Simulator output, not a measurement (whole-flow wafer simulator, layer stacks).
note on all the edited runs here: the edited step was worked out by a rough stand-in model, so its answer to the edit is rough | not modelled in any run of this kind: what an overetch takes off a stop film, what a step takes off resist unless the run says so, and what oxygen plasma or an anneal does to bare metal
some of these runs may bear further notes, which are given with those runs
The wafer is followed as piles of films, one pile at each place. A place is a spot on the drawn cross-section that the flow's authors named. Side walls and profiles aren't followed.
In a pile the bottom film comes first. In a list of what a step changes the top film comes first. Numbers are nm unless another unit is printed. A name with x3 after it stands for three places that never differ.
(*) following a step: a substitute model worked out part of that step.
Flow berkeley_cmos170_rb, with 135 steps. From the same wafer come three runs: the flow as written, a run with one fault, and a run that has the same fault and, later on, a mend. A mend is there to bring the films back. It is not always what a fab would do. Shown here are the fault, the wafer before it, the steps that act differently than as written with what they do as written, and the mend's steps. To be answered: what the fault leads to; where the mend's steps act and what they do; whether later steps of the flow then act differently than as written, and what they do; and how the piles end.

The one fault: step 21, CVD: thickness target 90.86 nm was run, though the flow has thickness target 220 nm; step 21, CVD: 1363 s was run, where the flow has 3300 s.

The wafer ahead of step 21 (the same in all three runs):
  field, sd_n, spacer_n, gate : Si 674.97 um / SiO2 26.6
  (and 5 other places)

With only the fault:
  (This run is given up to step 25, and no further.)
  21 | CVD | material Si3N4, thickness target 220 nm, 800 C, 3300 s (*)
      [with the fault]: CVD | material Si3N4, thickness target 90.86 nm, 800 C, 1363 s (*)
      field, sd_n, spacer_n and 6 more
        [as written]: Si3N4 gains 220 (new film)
        [with the fault]: Si3N4 gains 90.9 (new film)
  Every later step of the flow up to step 25 that is run acts as written at every place that is followed.
  Once step 25 is done, the piles at field, sd_n, spacer_n and 6 more depart from the flow's by more than 2% or 0.5 nm, whichever is larger.
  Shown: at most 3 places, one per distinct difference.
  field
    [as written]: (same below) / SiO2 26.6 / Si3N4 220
    [with the fault]: (same below) / SiO2 26.6 / Si3N4 90.9
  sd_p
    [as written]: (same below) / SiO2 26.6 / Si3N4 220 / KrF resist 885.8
    [with the fault]: (same below) / SiO2 26.6 / Si3N4 90.9 / KrF resist 885.8

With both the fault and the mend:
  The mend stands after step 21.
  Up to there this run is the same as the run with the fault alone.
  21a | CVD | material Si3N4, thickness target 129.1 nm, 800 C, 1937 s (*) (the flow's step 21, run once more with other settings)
      field, sd_n, spacer_n and 6 more
        Si3N4 gains 129.1
  Every later step of the flow that is run acts as written, at every place that is followed, to within 2% or 0.5 nm, whichever is larger.
  The piles end the same as the flow's at every place that both follow.
